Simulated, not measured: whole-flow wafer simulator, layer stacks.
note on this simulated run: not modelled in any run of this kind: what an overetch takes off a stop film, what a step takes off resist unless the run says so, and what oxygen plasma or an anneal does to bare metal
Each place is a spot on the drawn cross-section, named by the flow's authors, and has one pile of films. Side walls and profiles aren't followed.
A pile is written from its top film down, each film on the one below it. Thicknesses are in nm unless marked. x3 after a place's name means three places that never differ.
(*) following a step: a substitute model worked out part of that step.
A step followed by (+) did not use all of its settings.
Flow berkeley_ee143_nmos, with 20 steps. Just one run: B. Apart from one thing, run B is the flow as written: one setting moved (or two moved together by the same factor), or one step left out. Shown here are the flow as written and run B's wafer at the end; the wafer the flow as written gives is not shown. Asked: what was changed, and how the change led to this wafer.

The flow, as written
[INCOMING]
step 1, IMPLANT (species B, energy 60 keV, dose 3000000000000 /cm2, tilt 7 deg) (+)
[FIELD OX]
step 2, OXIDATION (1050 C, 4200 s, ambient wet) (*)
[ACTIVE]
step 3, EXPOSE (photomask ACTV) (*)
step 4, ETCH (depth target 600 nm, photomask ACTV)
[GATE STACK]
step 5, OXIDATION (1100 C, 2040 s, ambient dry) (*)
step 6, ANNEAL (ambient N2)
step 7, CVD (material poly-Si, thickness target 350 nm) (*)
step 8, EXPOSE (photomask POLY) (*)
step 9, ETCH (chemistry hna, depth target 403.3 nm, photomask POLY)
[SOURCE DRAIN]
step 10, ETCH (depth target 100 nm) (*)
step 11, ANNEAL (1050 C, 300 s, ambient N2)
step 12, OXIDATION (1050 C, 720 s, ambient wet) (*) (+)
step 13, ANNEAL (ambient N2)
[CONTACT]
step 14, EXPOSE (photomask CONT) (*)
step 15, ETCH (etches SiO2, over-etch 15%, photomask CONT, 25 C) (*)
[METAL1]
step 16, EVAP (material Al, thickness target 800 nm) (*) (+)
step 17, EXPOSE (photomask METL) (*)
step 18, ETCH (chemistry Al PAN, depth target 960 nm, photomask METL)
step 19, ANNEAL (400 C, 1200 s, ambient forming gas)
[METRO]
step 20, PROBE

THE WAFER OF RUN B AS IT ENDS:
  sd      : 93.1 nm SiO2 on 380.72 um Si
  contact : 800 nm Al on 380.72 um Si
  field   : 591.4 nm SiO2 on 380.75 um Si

What caused this: step 9, ETCH: depth target 344.1 nm was run, though the flow has depth target 403.3 nm.

Step by step, how the change led to this:
  step 9, ETCH (chemistry hna, depth target 403.3 nm, photomask POLY)
      sd, contact, field: -344.1 poly-Si (in the flow as written it would be: -350 poly-Si (all of it))
  step 10, ETCH (depth target 100 nm) (*)
      sd, contact: nothing (in the flow as written it would be: -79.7 SiO2 (all of it))
      field: nothing (in the flow as written it would be: -100 SiO2)
  step 12, OXIDATION (1050 C, 720 s, ambient wet) (*) (+)
      sd, contact: -5.9 poly-Si (all of it), +13.4 SiO2 (in the flow as written it would be: +189.4 SiO2 (new film), -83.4 Si)
      field: -5.9 poly-Si (all of it), +13.4 SiO2 (in the flow as written it would be: +69.1 SiO2, -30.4 Si)
  step 15, ETCH (etches SiO2, over-etch 15%, photomask CONT, 25 C) (*)
      contact: -93.1 SiO2 (all of it) (in the flow as written it would be: -189.4 SiO2 (all of it))
